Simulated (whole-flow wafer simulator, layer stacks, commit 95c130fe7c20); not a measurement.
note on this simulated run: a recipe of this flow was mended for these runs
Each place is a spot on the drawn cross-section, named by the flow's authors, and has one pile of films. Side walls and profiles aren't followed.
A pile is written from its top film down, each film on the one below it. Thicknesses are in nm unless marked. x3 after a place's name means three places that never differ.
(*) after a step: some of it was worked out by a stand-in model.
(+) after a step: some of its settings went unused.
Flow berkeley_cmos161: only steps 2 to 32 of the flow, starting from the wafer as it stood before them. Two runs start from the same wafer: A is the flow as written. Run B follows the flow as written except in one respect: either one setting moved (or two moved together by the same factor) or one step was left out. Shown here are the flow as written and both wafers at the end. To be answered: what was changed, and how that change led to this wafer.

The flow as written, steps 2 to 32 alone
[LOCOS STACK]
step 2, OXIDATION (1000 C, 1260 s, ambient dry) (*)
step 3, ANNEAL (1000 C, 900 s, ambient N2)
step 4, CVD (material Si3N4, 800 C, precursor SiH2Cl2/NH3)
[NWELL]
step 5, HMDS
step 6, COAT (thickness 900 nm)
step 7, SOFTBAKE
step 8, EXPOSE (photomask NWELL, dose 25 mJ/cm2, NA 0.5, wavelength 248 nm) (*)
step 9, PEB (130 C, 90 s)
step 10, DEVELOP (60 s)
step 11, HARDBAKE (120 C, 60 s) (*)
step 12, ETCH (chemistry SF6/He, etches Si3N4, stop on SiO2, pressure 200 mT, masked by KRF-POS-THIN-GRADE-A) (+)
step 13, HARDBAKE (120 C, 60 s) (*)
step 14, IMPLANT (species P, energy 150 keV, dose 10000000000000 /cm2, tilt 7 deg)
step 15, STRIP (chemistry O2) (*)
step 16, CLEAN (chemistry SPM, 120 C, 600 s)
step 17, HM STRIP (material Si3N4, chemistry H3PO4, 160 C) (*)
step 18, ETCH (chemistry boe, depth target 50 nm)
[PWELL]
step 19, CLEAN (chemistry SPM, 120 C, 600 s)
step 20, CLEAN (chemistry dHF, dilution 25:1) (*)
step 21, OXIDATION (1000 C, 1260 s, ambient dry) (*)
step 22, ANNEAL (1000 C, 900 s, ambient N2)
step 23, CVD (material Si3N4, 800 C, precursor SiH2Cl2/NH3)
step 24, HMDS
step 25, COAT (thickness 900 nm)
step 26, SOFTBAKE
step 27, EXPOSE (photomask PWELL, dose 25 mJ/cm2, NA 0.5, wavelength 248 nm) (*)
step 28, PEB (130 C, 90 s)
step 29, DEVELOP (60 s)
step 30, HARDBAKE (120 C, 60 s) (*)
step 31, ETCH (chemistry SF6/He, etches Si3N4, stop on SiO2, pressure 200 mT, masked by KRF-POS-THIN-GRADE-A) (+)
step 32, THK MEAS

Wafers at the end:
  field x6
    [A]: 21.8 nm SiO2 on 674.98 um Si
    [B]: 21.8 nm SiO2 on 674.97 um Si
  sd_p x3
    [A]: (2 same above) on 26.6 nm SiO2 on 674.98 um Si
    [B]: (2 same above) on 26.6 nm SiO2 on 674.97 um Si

The reason: step 2, OXIDATION: 3780 s was run, while the flow as written has 1260 s.

The path from the change to this, step by step:
  step 2, OXIDATION (1000 C, 1260 s, ambient dry) (*)
      field x6, sd_p x3: A +26.6 SiO2 (new film), -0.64 chemical SiO2 (all of it), -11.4 Si | B +50.5 SiO2 (new film), -0.64 chemical SiO2 (all of it), -21.9 Si
  step 18, ETCH (chemistry boe, depth target 50 nm)
      field x6: A -22.3 SiO2 (all of it) | B -46.2 SiO2 (all of it)
      sd_p x3: A -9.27 SiO2 (all of it) | B -33.1 SiO2 (all of it)
